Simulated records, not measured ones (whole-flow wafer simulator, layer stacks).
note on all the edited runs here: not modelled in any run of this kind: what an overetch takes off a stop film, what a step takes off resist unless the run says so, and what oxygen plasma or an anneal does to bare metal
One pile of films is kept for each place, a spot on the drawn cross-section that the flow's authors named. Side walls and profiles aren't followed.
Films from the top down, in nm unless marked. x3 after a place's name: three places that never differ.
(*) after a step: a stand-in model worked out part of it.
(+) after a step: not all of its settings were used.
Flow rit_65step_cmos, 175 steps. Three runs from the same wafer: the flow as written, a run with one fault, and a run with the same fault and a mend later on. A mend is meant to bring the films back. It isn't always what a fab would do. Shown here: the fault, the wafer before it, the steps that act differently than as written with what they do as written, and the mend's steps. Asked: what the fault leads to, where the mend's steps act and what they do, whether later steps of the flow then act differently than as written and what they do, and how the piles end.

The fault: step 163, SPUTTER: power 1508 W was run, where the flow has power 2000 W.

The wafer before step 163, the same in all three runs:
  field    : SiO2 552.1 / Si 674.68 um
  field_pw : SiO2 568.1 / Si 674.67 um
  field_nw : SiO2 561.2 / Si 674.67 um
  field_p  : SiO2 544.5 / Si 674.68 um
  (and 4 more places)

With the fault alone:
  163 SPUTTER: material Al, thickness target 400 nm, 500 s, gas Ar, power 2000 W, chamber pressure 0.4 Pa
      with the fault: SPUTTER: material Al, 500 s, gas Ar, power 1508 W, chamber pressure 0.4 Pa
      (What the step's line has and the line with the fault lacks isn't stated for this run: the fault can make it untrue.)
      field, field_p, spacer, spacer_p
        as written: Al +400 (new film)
        with the fault: Al +301.6 (new film)
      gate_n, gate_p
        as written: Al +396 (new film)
        with the fault: Al +301.6 (new film)
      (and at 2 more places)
  Later steps of the flow that act differently than as written (3 more steps differ only slightly, by at most 2% or 0.5 nm, whichever is larger, and aren't shown):
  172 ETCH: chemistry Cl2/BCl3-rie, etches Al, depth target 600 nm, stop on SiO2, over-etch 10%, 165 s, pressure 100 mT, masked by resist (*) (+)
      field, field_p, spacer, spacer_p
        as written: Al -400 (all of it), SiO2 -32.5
        with the fault: Al -301.6 (all of it), SiO2 -44.8
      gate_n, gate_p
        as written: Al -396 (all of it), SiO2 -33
        with the fault: Al -301.6 (all of it), SiO2 -44.8
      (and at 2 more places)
  At the end the piles differ from the flow's by more than 2% or 0.5 nm, whichever is larger, at field, field_pw, field_nw, field_p, gate_n, gate_p, spacer, spacer_p.
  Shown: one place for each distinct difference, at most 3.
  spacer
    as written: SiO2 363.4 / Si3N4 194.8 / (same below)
    with the fault: SiO2 351.1 / Si3N4 194.8 / (same below)
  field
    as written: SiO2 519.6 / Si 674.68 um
    with the fault: SiO2 507.3 / Si 674.68 um
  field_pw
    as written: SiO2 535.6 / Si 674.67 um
    with the fault: SiO2 523.3 / Si 674.67 um

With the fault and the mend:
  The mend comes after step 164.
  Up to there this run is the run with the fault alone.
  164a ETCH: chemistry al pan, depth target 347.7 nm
      field, field_p, gate_n, gate_p, spacer, spacer_p
        Al -301.6 (all of it)
      field_pw
        Al -301.4 (all of it)
      field_nw
        Al -301.3 (all of it)
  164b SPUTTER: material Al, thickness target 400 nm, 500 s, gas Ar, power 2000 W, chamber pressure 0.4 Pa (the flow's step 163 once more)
      field, field_pw, field_p, spacer, spacer_p
        Al +400 (new film)
      gate_n, gate_p
        Al +396 (new film)
      field_nw
        Al +397.2 (new film)
  No later step of the flow acts differently than as written at any place that is followed.
  At the end the piles are the same as the flow's at every place that both follow.
